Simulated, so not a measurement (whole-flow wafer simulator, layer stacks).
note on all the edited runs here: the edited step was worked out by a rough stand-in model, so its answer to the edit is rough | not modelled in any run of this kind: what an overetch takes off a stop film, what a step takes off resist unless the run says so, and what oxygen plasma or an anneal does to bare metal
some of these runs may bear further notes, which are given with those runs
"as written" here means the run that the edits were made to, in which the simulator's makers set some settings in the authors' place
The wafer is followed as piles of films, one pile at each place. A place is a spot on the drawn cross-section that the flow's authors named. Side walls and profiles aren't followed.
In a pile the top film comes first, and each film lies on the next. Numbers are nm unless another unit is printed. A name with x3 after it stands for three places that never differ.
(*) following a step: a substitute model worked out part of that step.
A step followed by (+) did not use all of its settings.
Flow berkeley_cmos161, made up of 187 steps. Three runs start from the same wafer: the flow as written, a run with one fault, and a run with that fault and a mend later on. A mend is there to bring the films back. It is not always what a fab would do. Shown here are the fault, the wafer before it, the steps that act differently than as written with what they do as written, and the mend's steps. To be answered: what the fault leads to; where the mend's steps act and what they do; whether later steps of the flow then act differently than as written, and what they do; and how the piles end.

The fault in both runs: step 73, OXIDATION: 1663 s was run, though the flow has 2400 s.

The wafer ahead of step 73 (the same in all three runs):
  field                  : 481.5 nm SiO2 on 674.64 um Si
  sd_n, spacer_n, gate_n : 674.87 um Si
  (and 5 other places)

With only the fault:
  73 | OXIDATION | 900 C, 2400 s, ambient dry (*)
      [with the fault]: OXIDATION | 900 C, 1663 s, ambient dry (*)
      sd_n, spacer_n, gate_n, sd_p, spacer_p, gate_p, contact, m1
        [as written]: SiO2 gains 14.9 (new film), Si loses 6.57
        [with the fault]: SiO2 gains 11.9 (new film), Si loses 5.21
  Steps further on in the flow that do not act as written (not shown: 49 more steps that differ only slightly, by at most 2% or 0.5 nm, whichever is larger):
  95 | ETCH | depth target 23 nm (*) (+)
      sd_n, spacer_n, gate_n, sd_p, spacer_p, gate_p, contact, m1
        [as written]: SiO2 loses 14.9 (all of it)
        [with the fault]: SiO2 loses 11.9 (all of it)
  The piles end only slightly different from the flow's at the places that both follow, by no more than 2% or 0.5 nm, whichever is larger.

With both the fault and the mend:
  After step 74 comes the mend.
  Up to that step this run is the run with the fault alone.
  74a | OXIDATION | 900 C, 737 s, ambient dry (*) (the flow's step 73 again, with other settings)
      sd_n, spacer_n, gate_n, sd_p, spacer_p, gate_p, contact, m1
        SiO2 gains 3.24, Si loses 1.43
      field
        SiO2 gains 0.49, Si loses 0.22
  None of the later steps of the flow differs from how it acts as written, at any place that is followed, by more than 2% or 0.5 nm, whichever is larger.
  The piles end only slightly different from the flow's at the places that both follow, by no more than 2% or 0.5 nm, whichever is larger.
